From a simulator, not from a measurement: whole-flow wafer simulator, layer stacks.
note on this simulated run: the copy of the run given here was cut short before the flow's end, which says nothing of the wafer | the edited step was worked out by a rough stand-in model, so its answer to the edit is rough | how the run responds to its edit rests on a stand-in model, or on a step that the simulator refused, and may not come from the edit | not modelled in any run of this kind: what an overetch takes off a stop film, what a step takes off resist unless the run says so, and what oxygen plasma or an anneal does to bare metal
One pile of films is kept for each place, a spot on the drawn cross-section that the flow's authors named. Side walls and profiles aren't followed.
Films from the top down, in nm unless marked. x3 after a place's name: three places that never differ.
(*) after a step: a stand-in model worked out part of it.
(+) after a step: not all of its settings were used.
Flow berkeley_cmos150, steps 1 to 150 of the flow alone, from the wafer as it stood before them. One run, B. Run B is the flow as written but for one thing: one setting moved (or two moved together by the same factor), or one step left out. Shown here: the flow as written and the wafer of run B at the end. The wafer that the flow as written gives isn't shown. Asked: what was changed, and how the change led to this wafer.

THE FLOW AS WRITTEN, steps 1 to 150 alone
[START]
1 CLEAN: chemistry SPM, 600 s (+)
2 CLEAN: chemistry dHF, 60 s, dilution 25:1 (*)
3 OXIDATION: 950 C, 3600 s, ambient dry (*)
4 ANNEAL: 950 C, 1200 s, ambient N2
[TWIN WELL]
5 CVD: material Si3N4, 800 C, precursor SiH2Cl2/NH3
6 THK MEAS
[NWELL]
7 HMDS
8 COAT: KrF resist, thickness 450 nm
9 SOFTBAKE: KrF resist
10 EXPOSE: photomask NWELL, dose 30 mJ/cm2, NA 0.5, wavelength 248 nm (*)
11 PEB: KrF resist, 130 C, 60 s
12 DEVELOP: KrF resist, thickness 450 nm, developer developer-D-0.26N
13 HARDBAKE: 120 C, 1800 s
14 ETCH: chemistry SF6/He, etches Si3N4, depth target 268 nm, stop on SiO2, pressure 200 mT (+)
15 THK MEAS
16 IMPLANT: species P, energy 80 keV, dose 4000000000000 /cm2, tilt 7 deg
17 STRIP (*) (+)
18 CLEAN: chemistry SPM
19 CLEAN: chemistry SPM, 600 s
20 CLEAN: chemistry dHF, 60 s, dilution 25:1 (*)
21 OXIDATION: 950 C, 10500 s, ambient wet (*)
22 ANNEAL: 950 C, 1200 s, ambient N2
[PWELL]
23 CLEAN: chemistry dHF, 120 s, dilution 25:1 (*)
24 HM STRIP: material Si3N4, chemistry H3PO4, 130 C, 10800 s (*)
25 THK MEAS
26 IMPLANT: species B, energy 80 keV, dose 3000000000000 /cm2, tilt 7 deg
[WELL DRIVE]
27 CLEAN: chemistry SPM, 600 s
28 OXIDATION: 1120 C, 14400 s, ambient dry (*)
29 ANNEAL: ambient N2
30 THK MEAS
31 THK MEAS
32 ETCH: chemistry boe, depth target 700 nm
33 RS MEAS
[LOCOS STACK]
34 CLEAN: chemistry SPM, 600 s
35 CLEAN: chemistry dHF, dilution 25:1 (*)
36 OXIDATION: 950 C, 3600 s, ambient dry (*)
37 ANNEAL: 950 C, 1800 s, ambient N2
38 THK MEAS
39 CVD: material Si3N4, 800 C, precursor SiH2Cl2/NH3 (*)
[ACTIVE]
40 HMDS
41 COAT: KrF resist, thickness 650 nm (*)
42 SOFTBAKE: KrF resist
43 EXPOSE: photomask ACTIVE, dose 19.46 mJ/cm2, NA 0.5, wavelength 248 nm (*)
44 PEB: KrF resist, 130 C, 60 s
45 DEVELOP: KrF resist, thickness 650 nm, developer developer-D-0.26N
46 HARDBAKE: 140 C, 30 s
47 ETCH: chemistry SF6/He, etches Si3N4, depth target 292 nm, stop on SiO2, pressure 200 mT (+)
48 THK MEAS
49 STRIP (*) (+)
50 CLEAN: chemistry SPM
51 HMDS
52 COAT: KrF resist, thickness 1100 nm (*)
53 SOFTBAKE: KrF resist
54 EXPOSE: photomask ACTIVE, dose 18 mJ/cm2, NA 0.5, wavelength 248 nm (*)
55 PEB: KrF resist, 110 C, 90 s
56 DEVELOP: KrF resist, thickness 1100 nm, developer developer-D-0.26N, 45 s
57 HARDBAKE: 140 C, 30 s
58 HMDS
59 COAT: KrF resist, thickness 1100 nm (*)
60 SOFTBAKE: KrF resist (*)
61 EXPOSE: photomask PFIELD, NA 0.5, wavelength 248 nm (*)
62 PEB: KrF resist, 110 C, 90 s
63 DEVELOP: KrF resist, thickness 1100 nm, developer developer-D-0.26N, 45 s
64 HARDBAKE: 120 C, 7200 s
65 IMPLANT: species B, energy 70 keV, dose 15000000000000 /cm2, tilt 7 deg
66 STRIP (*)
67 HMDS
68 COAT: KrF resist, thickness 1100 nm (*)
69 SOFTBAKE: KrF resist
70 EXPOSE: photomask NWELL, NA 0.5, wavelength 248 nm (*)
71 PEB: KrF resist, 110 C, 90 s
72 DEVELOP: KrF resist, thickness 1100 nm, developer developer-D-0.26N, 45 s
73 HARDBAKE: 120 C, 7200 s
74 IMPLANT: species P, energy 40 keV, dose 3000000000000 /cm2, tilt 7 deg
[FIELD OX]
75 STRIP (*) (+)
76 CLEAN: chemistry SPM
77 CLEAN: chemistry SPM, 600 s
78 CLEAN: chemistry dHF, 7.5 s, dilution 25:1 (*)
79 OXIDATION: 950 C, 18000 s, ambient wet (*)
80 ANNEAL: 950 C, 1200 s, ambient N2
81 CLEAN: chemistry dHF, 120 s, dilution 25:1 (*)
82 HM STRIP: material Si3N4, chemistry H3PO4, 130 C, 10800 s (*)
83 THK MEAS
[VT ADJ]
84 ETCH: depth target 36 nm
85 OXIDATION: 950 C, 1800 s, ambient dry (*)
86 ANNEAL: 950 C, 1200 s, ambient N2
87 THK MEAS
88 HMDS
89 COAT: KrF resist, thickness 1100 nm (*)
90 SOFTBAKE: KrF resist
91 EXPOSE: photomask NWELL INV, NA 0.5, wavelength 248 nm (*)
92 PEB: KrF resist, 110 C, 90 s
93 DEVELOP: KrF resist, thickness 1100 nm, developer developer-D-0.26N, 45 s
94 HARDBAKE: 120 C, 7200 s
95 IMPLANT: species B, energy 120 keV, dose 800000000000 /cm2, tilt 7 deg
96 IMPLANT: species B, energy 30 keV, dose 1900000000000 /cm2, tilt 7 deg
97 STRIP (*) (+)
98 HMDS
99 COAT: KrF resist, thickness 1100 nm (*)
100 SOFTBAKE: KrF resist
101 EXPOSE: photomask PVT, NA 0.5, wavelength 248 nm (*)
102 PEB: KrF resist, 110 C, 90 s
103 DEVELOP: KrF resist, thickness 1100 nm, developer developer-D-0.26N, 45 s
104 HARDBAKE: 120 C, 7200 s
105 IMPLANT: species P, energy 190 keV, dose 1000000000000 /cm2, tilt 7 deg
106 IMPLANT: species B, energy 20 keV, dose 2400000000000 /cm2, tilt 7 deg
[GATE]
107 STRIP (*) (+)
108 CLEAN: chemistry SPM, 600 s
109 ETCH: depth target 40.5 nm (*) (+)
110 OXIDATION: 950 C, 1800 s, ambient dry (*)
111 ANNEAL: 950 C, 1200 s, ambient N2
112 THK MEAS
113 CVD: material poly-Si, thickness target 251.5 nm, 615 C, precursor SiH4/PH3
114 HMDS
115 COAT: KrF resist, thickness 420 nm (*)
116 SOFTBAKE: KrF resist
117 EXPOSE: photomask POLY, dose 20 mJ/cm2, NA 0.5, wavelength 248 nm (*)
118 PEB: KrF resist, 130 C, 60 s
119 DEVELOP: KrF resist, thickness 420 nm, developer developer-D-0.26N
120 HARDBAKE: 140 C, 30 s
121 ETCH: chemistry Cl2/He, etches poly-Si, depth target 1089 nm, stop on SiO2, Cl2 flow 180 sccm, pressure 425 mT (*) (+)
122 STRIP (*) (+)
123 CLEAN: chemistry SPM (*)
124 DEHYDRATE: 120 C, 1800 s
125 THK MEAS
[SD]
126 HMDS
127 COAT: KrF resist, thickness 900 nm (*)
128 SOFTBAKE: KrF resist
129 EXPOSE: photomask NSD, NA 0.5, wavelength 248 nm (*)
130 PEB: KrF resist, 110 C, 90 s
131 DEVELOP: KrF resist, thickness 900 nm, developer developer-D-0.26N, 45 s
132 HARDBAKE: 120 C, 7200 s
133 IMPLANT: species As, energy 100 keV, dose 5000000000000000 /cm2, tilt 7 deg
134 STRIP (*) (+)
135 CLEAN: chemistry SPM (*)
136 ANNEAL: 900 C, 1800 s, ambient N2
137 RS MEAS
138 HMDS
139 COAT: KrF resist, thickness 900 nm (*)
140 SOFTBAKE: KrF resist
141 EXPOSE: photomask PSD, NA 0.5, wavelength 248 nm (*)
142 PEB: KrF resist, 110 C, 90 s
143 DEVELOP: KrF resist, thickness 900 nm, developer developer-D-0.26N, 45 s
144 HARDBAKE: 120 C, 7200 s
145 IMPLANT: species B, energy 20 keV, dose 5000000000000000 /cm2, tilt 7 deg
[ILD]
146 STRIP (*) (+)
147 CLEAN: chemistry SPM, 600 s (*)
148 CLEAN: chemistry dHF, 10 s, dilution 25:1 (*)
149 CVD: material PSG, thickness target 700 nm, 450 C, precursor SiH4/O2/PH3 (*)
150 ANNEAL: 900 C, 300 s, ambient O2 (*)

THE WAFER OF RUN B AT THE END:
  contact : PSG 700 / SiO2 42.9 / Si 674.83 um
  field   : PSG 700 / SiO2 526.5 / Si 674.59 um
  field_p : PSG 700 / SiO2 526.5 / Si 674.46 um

The cause: step 110, OXIDATION: 1045 C was run, where the flow has 950 C.

How the change led to this, step by step:
  110 OXIDATION: 950 C, 1800 s, ambient dry (*)
      sd_n, gate_n, sd_p, gate_p, contact, m1: SiO2 +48 (new film), Si -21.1 (as written it would be: SiO2 +20.4 (new film), Si -8.98)
      field, field_p: SiO2 +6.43, Si -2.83 (as written it would be: SiO2 +2.49, Si -1.09)
